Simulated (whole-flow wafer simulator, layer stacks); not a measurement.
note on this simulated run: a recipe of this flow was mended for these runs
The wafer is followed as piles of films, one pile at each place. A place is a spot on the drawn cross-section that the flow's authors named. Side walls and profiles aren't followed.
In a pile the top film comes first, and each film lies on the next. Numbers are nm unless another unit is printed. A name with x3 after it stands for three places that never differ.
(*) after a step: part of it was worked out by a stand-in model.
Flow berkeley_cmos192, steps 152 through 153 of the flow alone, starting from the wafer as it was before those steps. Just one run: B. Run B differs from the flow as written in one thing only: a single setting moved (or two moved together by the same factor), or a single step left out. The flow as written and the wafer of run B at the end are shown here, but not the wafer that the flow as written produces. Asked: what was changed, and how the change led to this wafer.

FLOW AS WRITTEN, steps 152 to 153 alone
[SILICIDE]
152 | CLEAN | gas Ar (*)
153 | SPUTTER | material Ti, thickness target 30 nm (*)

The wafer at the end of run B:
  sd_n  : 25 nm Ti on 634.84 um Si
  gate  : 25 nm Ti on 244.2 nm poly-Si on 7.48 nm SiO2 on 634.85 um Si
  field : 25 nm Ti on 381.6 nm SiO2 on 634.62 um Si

The reason: step 153, SPUTTER: thickness target 25 nm was run, while the flow as written has thickness target 30 nm.
One can read it off the wafer: sd_n has Ti 25, and step 153 as written asks for 30 nm.

The path from the change to this, step by step:
  153 | SPUTTER | material Ti, thickness target 30 nm (*)
      field, sd_n, spacer_n, gate, spacer_p, gate_p, contact x2: Ti gains 25 (new film) (as written it would have been: Ti gains 30 (new film))
      sd_p: Ti gains 23.5 (new film) (as written it would have been: Ti gains 28.2 (new film))
